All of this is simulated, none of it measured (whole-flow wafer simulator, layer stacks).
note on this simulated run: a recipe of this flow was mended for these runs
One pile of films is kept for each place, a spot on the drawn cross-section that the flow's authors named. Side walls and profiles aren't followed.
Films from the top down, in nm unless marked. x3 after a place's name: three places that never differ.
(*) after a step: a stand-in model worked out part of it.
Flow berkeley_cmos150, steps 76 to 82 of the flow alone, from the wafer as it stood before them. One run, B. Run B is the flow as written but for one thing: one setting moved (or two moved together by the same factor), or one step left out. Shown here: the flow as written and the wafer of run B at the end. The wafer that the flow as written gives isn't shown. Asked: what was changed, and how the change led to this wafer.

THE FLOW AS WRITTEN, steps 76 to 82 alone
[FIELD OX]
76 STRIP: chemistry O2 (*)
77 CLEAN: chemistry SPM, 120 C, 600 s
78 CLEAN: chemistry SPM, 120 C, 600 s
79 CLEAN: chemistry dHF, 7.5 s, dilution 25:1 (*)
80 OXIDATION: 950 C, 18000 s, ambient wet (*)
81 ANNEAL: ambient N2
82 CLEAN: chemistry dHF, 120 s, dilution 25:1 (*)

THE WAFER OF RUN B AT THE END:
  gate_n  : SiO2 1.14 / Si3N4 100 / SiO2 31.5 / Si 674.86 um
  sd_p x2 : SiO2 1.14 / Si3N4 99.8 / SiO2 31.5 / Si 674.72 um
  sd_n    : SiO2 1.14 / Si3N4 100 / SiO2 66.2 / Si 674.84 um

The cause: step 82, CLEAN: 48 s was run, where the flow has 120 s.

How the change led to this, step by step:
  82 CLEAN: chemistry dHF, 120 s, dilution 25:1 (*)
      sd_n, gate_n, sd_p x2, contact, m1: SiO2 -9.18 (as written it would be: SiO2 -10.3 (all of it), Si3N4 -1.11)
      field, field_p: SiO2 -9.18 (as written it would be: SiO2 -23)
